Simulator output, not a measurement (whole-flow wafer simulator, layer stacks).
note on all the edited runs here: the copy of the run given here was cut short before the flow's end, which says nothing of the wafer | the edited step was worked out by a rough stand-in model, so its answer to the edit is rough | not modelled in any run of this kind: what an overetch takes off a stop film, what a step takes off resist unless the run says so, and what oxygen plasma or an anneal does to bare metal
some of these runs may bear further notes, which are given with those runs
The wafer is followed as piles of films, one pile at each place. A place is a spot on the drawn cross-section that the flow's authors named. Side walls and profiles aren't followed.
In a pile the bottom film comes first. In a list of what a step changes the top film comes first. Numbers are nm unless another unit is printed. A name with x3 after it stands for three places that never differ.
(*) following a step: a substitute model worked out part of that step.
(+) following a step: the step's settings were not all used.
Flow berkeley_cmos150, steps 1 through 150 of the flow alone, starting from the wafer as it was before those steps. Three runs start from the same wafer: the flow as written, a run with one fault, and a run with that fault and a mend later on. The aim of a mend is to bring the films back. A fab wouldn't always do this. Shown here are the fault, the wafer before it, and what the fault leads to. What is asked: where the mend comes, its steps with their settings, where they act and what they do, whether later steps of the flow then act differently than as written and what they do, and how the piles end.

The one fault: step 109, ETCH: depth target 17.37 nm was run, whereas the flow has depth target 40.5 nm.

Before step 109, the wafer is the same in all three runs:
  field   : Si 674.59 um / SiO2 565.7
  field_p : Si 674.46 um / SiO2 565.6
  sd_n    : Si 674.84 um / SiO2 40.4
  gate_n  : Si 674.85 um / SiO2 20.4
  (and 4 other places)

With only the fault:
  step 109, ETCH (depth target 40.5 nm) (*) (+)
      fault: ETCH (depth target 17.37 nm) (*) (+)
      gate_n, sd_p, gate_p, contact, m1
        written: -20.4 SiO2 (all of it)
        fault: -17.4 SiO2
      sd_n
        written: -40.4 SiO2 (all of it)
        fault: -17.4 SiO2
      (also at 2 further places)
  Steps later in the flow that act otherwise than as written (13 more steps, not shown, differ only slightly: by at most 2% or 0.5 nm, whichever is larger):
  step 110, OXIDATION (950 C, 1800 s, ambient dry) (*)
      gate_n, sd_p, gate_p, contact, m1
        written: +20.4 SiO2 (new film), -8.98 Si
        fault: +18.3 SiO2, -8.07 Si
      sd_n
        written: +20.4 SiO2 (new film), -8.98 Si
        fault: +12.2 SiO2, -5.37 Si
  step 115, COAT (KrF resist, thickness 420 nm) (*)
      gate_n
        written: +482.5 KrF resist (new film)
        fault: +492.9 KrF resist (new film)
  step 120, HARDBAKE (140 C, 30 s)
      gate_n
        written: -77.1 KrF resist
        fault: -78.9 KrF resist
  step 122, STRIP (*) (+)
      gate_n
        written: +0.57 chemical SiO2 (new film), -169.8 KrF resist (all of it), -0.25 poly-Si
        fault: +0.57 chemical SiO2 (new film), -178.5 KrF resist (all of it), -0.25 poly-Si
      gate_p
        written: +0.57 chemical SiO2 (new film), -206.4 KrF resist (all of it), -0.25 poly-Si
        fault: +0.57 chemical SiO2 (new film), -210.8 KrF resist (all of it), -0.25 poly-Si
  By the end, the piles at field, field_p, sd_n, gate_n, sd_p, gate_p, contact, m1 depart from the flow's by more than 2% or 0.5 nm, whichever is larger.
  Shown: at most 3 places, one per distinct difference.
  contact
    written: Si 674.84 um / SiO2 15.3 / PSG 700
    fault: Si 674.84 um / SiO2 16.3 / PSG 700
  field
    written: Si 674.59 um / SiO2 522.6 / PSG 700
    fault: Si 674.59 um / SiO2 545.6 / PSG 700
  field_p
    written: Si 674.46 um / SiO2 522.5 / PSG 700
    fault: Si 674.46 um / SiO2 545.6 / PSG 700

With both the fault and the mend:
  The mend follows step 109.
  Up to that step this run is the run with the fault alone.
  step 109a, ETCH (depth target 23.13 nm) (*) (+) (the flow's step 109 again, with other settings)
      gate_n, sd_p, gate_p, contact, m1
        -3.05 SiO2 (all of it)
      field, field_p
        -23.1 SiO2
      sd_n
        -23.1 SiO2 (all of it)
  Later steps of the flow that are run all act as written at every place that is followed, up to a difference of at most 2% or 0.5 nm, whichever is larger.
  By the end, the piles equal the flow's at every place that both follow.
